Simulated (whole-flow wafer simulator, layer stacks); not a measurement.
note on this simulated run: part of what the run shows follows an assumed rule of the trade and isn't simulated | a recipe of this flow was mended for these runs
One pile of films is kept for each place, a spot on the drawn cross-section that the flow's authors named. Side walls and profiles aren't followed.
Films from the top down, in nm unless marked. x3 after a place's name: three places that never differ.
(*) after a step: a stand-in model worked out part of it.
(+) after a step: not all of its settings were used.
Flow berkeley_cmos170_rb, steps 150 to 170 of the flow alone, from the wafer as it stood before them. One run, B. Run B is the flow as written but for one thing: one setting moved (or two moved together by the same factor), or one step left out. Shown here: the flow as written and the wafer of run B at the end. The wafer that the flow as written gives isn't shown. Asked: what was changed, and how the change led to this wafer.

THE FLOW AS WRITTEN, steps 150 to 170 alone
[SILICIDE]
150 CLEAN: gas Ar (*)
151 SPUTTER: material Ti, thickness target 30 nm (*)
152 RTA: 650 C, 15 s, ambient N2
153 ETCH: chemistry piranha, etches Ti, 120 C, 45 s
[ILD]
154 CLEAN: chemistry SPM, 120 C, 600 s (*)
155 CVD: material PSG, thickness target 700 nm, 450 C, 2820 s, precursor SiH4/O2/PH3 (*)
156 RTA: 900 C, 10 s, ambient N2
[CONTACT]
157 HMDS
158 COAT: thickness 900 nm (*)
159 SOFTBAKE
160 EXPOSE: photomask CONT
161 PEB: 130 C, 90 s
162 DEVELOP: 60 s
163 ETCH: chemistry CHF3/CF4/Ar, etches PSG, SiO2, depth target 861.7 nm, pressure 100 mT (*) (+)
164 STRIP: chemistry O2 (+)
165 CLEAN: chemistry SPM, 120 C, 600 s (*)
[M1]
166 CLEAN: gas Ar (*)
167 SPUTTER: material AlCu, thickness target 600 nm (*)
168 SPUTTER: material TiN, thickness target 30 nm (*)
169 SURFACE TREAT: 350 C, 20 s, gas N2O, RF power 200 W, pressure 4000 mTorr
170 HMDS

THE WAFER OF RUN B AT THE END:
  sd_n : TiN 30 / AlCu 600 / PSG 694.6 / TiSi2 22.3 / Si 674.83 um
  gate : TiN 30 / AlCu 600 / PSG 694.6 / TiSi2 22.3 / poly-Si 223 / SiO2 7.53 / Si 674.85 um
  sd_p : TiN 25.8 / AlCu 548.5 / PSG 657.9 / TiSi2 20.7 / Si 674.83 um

The cause: step 151, SPUTTER: thickness target 12 nm was run, where the flow has thickness target 30 nm.

How the change led to this, step by step:
  151 SPUTTER: material Ti, thickness target 30 nm (*)
      field, sd_n, spacer_n, gate, spacer_p, gate_p, contact, m1: Ti +12 (new film) (as written it would be: Ti +30 (new film))
      sd_p: Ti +11.2 (new film) (as written it would be: Ti +27.9 (new film))
  152 RTA: 650 C, 15 s, ambient N2
      sd_n, contact, m1: Ti -9.36, TiSi2 C49 +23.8 (new film), Si -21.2 (as written it would be: Ti -23.4, TiSi first +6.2 (new film), TiSi2 C49 +50.3 (new film), Si -49)
      gate, gate_p: Ti -9.36, TiSi2 C49 +23.8 (new film), poly-Si -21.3 (as written it would be: Ti -23.4, TiSi first +6.2 (new film), TiSi2 C49 +50.3 (new film), poly-Si -49.2)
      (and at 1 more place)
  153 ETCH: chemistry piranha, etches Ti, 120 C, 45 s
      sd_n, gate, gate_p, contact, m1: Ti -2.64 (all of it), TiSi2 C49 -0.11 (as written it would be: Ti -6.6 (all of it), TiSi first -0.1)
      sd_p: Ti -2.45 (all of it), TiSi2 C49 -0.11 (as written it would be: Ti -6.14 (all of it), TiSi first -0.1)
      (and at 3 more places)
  156 RTA: 900 C, 10 s, ambient N2
      sd_n, contact, m1: under 1 film: TiSi2 +22.3 (new film), TiSi2 C49 -23.7 (all of it) (as written it would be: under 1 film: TiSi2 +55.9 (new film), TiSi first -6.09 (all of it), TiSi2 C49 -50.3 (all of it), Si -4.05)
      gate, gate_p: under 1 film: TiSi2 +22.3 (new film), TiSi2 C49 -23.7 (all of it) (as written it would be: under 1 film: TiSi2 +55.9 (new film), TiSi first -6.09 (all of it), TiSi2 C49 -50.3 (all of it), poly-Si -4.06)
      (and at 1 more place)
